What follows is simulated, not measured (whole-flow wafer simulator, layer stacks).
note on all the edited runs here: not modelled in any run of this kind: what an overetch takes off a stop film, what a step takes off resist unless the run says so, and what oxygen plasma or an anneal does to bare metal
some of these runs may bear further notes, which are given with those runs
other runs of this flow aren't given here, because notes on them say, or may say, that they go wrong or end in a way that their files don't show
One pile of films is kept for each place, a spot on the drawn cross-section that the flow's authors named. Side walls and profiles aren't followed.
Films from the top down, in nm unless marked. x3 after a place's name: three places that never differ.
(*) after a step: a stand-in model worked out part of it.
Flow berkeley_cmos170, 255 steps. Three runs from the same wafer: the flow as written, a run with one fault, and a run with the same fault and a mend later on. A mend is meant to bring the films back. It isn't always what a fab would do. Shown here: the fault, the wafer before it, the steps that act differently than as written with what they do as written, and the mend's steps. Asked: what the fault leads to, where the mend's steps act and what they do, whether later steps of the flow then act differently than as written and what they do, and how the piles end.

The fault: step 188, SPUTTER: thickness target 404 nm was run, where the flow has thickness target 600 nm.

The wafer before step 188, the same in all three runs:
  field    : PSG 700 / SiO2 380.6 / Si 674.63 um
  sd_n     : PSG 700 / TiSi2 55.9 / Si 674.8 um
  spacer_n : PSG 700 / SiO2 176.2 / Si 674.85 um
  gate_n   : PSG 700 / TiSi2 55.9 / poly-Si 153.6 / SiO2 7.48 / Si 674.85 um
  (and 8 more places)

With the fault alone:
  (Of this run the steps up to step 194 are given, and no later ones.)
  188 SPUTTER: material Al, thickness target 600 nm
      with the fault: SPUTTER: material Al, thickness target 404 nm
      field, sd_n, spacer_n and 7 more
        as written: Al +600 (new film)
        with the fault: Al +404 (new film)
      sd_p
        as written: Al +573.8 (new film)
        with the fault: Al +380.3 (new film)
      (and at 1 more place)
  Later steps of the flow that act differently than as written (2 more steps differ only slightly, by at most 2% or 0.5 nm, whichever is larger, and aren't shown):
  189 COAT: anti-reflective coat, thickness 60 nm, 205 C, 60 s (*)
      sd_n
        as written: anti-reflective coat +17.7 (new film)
        with the fault: anti-reflective coat +12.1 (new film)
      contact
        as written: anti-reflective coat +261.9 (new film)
        with the fault: anti-reflective coat +239.7 (new film)
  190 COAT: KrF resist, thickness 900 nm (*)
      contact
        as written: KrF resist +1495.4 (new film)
        with the fault: KrF resist +1451.2 (new film)
  After step 194 the piles differ from the flow's by more than 2% or 0.5 nm, whichever is larger, at field, sd_n, spacer_n and 9 more.
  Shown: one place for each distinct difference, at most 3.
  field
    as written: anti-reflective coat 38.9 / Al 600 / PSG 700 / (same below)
    with the fault: anti-reflective coat 38.4 / Al 404 / PSG 700 / (same below)
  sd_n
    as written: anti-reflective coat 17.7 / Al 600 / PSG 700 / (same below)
    with the fault: anti-reflective coat 12.1 / Al 404 / PSG 700 / (same below)
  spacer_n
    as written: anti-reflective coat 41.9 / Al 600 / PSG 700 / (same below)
    with the fault: anti-reflective coat 41.7 / Al 404 / PSG 700 / (same below)

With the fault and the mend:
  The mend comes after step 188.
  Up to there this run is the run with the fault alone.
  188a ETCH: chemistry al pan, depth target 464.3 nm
      field, sd_n, spacer_n and 7 more
        Al -404 (all of it)
      sd_p
        Al -380.3 (all of it)
      contact
        Al -283.9 (all of it)
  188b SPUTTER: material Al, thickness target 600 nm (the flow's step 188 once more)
      field, sd_n, spacer_n and 7 more
        Al +600 (new film)
      sd_p
        Al +573.8 (new film)
      contact
        Al +415.7 (new film)
  No later step of the flow acts differently than as written at any place that is followed.
  At the end the piles are the same as the flow's at every place that both follow.
